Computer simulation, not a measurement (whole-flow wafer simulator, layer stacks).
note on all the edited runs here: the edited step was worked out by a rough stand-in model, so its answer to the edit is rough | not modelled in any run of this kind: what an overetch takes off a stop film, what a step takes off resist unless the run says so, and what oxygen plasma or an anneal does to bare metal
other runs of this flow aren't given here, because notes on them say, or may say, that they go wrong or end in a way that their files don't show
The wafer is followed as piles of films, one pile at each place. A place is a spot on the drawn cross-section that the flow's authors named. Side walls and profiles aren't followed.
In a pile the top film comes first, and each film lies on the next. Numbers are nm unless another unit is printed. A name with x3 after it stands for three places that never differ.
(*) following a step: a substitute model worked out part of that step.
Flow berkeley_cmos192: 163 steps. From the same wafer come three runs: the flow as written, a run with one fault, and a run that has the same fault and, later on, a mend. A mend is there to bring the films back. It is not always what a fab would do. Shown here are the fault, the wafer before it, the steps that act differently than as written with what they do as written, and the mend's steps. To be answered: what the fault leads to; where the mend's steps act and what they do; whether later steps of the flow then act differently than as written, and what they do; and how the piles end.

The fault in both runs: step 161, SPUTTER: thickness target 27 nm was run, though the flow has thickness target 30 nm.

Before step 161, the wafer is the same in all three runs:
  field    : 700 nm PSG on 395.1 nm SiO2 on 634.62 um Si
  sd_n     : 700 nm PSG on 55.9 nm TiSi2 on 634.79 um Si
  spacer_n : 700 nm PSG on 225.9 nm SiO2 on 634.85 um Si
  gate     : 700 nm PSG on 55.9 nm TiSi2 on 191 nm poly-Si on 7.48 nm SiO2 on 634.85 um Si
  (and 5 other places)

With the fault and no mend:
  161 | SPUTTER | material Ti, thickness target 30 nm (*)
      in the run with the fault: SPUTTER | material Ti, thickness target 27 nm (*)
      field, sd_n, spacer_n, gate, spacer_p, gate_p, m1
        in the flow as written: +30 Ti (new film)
        in the run with the fault: +27 Ti (new film)
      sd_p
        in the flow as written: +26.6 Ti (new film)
        in the run with the fault: +24 Ti (new film)
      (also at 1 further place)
  None of the later steps of the flow differs from how it acts as written, at any place that is followed, by more than 2% or 0.5 nm, whichever is larger.
  At field, sd_n, spacer_n and 6 more, the piles at the end differ from the flow's by more than 2% or 0.5 nm, whichever is larger.
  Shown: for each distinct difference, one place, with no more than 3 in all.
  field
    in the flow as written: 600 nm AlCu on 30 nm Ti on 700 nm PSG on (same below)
    in the run with the fault: 600 nm AlCu on 27 nm Ti on 700 nm PSG on (same below)
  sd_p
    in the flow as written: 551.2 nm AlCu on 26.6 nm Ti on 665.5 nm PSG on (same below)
    in the run with the fault: 551.3 nm AlCu on 24 nm Ti on 665.5 nm PSG on (same below)
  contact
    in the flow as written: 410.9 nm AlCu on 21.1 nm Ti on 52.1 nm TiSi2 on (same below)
    in the run with the fault: 411.4 nm AlCu on 19 nm Ti on 52.1 nm TiSi2 on (same below)

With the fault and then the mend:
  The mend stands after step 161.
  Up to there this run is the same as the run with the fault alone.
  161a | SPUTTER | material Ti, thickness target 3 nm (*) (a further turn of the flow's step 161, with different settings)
      field, sd_n, spacer_n, gate, spacer_p, gate_p, m1
        +3 Ti
      sd_p
        +2.66 Ti
      contact
        +2.09 Ti
  None of the later steps of the flow acts differently than as written at any place that is followed.
  The piles end the same as the flow's at every place that both follow.
